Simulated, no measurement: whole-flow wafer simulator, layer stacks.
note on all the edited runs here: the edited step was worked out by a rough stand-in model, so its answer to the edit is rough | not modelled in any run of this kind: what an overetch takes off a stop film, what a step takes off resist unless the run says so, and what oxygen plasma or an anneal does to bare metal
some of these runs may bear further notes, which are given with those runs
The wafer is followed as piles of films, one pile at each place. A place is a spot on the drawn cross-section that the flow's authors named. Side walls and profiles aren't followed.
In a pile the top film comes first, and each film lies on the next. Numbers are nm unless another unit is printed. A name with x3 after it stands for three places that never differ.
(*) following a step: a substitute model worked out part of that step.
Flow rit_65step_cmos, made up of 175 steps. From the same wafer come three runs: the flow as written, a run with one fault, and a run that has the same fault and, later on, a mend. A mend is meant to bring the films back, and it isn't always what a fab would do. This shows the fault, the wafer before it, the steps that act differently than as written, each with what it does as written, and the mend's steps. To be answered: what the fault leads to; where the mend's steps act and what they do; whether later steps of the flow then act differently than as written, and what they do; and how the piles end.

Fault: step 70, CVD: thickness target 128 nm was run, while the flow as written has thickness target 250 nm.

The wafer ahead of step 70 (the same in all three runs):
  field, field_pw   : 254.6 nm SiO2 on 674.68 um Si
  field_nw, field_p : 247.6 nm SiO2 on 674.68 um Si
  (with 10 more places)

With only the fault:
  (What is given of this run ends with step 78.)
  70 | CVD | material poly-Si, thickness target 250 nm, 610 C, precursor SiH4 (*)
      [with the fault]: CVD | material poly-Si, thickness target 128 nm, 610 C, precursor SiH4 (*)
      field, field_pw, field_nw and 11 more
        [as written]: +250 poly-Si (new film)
        [with the fault]: +128 poly-Si (new film)
  Later steps of the flow up to step 78 that are run all act as written at every place that is followed, up to a difference of at most 2% or 0.5 nm, whichever is larger.
  The piles after step 78 differ from the flow's at field, field_pw, field_nw and 11 more by more than 2% or 0.5 nm, whichever is larger.
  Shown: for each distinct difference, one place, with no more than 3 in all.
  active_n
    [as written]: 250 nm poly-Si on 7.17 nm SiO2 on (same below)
    [with the fault]: 128 nm poly-Si on 7.17 nm SiO2 on (same below)
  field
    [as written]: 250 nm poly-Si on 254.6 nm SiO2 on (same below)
    [with the fault]: 128 nm poly-Si on 254.6 nm SiO2 on (same below)
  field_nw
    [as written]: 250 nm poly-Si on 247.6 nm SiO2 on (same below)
    [with the fault]: 128 nm poly-Si on 247.6 nm SiO2 on (same below)

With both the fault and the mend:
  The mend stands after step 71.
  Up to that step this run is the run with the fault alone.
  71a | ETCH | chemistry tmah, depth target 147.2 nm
      field, field_pw, field_nw and 11 more
        -128 poly-Si (all of it)
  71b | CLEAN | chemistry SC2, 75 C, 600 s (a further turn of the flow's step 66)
      does not change any film at any place that is followed
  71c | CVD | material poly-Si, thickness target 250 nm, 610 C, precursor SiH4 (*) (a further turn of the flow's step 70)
      field, field_pw, field_nw and 11 more
        +250 poly-Si (new film)
  Later steps of the flow that are run all act as written at every place that is followed.
  At every place that both follow, the piles at the end match the flow's.
